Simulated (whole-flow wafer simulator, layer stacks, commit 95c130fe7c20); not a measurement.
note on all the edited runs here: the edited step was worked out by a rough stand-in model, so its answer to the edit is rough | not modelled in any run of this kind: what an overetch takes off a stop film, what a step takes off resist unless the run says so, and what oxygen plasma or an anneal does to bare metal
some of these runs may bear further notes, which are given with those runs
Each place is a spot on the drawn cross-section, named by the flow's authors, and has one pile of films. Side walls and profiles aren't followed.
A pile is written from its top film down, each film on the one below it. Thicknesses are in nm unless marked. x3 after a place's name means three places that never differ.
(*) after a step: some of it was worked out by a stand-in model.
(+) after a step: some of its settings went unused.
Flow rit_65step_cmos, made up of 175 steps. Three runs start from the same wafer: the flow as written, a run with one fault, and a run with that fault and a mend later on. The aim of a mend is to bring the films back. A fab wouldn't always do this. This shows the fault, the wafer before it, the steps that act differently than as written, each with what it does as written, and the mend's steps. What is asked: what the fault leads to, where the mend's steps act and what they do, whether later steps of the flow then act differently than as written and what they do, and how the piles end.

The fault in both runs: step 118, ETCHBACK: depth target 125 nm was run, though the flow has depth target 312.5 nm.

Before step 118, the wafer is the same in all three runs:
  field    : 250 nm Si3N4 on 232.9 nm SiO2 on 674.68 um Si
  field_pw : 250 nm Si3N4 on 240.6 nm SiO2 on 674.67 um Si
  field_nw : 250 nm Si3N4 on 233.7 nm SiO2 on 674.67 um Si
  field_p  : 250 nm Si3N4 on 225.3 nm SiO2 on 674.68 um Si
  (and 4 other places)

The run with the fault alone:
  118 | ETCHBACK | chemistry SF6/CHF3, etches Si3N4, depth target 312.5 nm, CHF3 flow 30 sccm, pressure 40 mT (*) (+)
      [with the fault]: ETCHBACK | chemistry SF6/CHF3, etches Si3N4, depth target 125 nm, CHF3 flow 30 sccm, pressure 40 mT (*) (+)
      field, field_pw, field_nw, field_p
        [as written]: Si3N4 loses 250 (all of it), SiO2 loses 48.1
        [with the fault]: Si3N4 loses 125
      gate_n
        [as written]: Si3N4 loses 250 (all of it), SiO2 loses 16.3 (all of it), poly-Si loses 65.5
        [with the fault]: Si3N4 loses 125
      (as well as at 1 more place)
  Steps further on in the flow that do not act as written (4 other steps are not shown; they differ only slightly, by no more than 2% or 0.5 nm, whichever is larger):
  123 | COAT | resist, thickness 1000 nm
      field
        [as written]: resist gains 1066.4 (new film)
        [with the fault]: resist gains 1044.1 (new film)
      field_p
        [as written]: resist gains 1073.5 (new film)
        [with the fault]: resist gains 1051.2 (new film)
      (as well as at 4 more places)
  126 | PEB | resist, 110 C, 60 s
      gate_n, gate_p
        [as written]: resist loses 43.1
        [with the fault]: resist loses 40.1
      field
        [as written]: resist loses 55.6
        [with the fault]: resist loses 54.3
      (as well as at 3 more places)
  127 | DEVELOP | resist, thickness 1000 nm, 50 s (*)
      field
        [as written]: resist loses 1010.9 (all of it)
        [with the fault]: resist loses 989.9 (all of it)
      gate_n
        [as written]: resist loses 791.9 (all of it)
        [with the fault]: resist loses 739.2 (all of it)
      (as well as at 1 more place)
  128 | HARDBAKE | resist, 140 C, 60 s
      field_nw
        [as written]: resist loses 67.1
        [with the fault]: resist loses 65.7
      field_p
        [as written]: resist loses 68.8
        [with the fault]: resist loses 67.2
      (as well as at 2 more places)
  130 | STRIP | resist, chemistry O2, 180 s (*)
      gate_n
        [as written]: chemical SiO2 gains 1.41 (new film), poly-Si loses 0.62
        [with the fault]: nothing
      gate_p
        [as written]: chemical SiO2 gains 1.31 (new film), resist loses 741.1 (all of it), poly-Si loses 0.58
        [with the fault]: resist loses 691.6 (all of it)
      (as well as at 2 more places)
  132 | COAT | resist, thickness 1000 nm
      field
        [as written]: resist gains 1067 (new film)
        [with the fault]: resist gains 1044.1 (new film)
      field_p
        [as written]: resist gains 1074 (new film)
        [with the fault]: resist gains 1051.2 (new film)
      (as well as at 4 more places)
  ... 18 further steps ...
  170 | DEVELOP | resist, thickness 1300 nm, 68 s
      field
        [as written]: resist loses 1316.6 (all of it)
        [with the fault]: resist loses 1271.7 (all of it)
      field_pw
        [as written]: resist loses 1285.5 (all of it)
        [with the fault]: resist loses 1259.6 (all of it)
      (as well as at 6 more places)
  By the end, the piles at field, field_pw, field_nw, field_p, gate_n, gate_p, spacer, spacer_p depart from the flow's by more than 2% or 0.5 nm, whichever is larger.
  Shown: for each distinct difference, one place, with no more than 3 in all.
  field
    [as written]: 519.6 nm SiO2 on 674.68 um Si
    [with the fault]: 363.4 nm SiO2 on 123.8 nm Si3N4 on 232.9 nm SiO2 on 674.68 um Si
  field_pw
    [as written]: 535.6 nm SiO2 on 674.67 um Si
    [with the fault]: 363.4 nm SiO2 on 123.8 nm Si3N4 on 240.6 nm SiO2 on 674.67 um Si
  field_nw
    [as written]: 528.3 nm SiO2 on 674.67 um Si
    [with the fault]: 363.4 nm SiO2 on 123.8 nm Si3N4 on 233.7 nm SiO2 on 674.67 um Si

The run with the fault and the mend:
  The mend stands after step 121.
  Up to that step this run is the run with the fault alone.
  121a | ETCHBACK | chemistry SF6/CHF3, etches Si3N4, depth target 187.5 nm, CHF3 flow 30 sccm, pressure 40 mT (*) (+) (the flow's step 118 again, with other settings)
      field, field_pw, field_nw, field_p
        Si3N4 loses 125 (all of it), SiO2 loses 48.1
      active_n, sd_n, contact, m1
        Si3N4 loses 125 (all of it), SiO2 loses 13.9 (all of it)
      active_p, sd_p
        Si3N4 loses 125 (all of it), SiO2 loses 13.4 (all of it)
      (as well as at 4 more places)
  None of the later steps of the flow acts differently than as written at any place that is followed.
  By the end, the piles equal the flow's at every place that both follow.
